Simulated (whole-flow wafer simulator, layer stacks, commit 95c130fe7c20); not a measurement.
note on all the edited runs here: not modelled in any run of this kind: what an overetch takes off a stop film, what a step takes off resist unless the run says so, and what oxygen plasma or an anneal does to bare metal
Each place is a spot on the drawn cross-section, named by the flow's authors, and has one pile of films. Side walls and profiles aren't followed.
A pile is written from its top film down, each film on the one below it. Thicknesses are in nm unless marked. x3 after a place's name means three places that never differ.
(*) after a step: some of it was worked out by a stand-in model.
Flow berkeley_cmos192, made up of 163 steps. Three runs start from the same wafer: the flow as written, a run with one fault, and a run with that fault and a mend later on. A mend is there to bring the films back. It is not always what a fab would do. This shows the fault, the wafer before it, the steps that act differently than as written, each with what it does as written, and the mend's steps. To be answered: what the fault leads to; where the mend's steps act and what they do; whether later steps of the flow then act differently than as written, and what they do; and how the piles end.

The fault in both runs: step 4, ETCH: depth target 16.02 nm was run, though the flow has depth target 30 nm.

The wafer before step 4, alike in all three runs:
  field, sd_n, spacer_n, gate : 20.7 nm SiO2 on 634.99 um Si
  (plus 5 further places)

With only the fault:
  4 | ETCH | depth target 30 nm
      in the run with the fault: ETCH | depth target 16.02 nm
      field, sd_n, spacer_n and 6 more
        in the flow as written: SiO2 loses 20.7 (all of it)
        in the run with the fault: SiO2 loses 16
  Steps further on in the flow that do not act as written:
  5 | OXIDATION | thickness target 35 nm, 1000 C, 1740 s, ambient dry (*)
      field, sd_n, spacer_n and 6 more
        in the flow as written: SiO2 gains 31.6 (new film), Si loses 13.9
        in the run with the fault: SiO2 gains 27.9, Si loses 12.3
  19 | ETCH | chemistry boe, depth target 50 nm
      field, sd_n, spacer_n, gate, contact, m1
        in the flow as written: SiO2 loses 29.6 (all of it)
        in the run with the fault: SiO2 loses 30.5 (all of it)
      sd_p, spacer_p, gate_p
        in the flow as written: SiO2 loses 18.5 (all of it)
        in the run with the fault: SiO2 loses 19.5 (all of it)
  When the end is reached, the piles differ only a little from the flow's at the places that both follow, at most by 2% or 0.5 nm, whichever is larger.

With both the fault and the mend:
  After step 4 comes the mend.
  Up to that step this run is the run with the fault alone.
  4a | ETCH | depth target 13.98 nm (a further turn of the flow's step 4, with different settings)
      field, sd_n, spacer_n and 6 more
        SiO2 loses 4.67 (all of it)
  Every later step of the flow that is run acts as written at every place that is followed.
  At every place that both follow, the piles at the end match the flow's.
